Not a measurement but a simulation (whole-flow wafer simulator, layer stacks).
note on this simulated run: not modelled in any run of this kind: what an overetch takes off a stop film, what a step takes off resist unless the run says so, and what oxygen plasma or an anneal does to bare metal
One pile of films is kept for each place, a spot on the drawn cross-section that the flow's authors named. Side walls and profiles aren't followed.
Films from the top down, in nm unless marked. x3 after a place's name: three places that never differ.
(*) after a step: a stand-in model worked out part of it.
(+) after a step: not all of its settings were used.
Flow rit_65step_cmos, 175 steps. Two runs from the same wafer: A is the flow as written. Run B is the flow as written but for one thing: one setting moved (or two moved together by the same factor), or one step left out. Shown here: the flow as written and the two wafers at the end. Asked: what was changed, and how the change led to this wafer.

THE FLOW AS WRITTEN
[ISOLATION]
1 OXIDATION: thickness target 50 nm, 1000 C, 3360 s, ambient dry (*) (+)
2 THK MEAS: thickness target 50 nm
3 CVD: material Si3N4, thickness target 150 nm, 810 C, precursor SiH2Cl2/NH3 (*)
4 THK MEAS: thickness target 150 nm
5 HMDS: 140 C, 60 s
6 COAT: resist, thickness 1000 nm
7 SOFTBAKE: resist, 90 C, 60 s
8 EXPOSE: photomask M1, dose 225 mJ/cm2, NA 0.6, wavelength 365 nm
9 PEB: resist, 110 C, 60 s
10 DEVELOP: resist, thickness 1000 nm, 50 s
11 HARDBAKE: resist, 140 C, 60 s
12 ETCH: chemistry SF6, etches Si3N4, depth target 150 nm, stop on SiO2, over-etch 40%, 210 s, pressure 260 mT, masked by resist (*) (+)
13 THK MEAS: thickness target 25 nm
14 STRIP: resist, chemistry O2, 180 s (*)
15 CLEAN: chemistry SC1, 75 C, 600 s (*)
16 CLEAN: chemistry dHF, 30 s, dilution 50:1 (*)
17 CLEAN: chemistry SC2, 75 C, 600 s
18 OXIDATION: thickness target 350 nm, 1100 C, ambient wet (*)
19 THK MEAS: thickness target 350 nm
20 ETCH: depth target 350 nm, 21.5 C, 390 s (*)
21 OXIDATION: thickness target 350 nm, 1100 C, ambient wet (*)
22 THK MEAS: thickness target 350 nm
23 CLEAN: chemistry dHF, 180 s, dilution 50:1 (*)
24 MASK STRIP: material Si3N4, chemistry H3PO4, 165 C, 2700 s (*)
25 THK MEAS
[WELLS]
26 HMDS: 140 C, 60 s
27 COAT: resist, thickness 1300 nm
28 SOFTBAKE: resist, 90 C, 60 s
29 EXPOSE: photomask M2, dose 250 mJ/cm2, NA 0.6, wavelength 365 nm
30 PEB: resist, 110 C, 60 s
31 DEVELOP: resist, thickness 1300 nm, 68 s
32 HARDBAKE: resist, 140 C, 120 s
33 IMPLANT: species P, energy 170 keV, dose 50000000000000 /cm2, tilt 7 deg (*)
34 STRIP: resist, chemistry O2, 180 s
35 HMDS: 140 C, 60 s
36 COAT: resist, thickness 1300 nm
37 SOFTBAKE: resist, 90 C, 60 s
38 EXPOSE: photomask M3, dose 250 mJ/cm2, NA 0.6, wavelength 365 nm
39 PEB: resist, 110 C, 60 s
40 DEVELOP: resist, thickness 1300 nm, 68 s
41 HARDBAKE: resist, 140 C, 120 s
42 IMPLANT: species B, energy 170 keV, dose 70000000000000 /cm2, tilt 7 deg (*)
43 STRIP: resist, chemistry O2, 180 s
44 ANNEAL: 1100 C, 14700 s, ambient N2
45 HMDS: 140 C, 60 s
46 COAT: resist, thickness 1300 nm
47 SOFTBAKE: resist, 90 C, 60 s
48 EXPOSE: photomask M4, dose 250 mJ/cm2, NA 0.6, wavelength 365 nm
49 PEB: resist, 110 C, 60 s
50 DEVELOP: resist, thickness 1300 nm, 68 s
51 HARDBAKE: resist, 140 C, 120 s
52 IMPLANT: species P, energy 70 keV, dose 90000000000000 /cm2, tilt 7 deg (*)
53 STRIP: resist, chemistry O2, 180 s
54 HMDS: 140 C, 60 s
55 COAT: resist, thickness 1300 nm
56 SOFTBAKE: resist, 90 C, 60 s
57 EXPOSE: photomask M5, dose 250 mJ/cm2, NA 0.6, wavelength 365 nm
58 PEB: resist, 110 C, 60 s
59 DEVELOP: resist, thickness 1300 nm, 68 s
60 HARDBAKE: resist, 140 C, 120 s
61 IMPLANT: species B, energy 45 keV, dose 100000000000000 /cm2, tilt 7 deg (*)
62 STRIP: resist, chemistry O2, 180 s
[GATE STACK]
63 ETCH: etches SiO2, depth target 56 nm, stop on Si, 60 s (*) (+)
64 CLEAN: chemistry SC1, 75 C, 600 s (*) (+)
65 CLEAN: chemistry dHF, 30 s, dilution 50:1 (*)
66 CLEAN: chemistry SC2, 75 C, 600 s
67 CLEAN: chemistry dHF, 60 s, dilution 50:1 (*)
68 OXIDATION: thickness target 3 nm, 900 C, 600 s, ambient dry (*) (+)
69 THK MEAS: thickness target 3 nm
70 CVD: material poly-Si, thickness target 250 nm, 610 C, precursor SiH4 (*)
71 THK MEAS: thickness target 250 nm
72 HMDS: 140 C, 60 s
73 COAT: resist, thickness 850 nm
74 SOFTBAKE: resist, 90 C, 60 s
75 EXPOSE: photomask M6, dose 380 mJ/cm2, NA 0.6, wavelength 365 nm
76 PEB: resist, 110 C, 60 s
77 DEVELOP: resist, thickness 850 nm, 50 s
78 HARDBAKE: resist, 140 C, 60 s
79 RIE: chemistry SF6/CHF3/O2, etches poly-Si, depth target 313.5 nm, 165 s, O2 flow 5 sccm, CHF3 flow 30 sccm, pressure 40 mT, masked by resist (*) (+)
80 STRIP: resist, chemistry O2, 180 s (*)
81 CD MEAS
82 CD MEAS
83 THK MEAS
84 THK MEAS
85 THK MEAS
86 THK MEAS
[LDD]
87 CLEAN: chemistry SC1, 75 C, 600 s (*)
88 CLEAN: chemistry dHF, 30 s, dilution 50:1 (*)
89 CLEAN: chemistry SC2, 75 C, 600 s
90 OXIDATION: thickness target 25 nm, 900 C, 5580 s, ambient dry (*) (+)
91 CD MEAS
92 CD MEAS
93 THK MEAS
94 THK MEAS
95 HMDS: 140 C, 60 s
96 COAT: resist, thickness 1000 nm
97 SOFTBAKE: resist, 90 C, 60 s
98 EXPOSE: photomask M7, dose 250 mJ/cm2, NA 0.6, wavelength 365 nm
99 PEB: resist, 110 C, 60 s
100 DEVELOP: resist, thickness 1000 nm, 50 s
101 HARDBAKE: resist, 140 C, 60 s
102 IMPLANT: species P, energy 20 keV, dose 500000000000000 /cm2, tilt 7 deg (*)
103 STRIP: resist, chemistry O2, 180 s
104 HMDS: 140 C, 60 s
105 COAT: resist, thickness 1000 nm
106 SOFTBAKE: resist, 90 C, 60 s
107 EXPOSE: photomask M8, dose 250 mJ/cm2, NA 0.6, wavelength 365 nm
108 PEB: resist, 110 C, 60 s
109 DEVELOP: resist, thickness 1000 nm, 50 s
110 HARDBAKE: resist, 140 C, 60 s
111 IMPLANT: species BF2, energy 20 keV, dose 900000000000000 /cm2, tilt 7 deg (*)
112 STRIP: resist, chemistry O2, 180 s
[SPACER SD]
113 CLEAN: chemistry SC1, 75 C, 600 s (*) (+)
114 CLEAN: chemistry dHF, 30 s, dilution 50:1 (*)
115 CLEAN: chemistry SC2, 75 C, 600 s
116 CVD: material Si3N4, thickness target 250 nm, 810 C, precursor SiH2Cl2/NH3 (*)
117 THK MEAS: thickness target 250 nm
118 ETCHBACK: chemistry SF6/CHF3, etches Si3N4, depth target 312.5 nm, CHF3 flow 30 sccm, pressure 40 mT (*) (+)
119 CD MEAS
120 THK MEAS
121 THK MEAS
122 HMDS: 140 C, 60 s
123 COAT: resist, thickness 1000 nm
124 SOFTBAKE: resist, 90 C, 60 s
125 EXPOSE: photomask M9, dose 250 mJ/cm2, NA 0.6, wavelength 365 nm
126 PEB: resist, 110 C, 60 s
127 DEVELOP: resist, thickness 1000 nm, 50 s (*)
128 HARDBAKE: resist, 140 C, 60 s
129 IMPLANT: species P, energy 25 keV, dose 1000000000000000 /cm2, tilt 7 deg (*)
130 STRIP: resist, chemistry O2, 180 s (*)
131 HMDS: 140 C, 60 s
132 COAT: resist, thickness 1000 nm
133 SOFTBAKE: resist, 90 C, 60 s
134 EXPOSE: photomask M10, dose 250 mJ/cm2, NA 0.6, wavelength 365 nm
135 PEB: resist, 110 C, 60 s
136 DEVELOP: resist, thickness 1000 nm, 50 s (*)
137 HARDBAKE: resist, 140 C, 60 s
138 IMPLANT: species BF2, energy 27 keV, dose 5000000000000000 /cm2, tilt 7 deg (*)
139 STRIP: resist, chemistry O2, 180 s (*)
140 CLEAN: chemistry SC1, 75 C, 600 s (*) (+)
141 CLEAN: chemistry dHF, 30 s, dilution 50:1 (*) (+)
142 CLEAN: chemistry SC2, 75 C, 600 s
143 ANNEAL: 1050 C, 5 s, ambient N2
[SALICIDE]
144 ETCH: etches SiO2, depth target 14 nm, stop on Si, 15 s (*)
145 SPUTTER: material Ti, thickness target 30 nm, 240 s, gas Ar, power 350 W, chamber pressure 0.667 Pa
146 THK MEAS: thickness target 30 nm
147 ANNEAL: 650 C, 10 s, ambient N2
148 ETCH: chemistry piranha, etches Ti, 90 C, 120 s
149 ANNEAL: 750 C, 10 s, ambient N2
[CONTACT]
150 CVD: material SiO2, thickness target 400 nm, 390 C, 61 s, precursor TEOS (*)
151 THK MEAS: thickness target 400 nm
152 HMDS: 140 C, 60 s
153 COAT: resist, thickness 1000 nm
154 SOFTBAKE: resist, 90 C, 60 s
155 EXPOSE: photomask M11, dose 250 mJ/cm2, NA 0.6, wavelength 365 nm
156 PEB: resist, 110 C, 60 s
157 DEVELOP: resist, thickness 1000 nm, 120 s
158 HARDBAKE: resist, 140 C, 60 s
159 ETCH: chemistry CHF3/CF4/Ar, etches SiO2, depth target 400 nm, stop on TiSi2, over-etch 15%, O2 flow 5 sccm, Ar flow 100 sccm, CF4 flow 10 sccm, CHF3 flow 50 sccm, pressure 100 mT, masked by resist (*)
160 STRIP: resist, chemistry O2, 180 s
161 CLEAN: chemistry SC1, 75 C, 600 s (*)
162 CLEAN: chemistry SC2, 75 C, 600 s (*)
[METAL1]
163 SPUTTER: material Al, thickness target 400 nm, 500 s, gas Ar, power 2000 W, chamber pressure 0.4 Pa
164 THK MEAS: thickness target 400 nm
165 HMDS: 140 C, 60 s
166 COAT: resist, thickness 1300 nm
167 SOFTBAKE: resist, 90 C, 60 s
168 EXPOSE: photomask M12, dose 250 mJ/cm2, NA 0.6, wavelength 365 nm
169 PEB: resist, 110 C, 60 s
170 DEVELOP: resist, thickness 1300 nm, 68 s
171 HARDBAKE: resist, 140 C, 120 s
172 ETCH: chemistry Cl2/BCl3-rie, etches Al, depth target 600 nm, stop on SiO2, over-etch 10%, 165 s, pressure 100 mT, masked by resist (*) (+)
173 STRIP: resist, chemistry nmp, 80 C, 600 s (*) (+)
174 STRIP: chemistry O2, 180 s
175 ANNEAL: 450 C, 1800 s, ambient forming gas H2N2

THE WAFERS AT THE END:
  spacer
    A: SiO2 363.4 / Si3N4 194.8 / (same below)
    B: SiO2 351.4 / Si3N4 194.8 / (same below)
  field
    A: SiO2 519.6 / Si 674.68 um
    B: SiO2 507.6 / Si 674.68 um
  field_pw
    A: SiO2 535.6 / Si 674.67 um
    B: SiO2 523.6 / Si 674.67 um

The cause: step 163, SPUTTER: power 1518 W was run, where the flow has power 2000 W.

How the change led to this, step by step:
  163 SPUTTER: material Al, thickness target 400 nm, 500 s, gas Ar, power 2000 W, chamber pressure 0.4 Pa
      field, field_p, spacer, spacer_p: A Al +400 (new film) | B Al +303.6 (new film)
      gate_n, gate_p: A Al +396 (new film) | B Al +303.6 (new film)
      (and at 2 more places)
  172 ETCH: chemistry Cl2/BCl3-rie, etches Al, depth target 600 nm, stop on SiO2, over-etch 10%, 165 s, pressure 100 mT, masked by resist (*) (+)
      field, field_p, spacer, spacer_p: A Al -400 (all of it), SiO2 -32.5 | B Al -303.6 (all of it), SiO2 -44.6
      field_pw: A Al -400 (all of it), SiO2 -32.5 | B Al -303.4 (all of it), SiO2 -44.6
      (and at 3 more places)
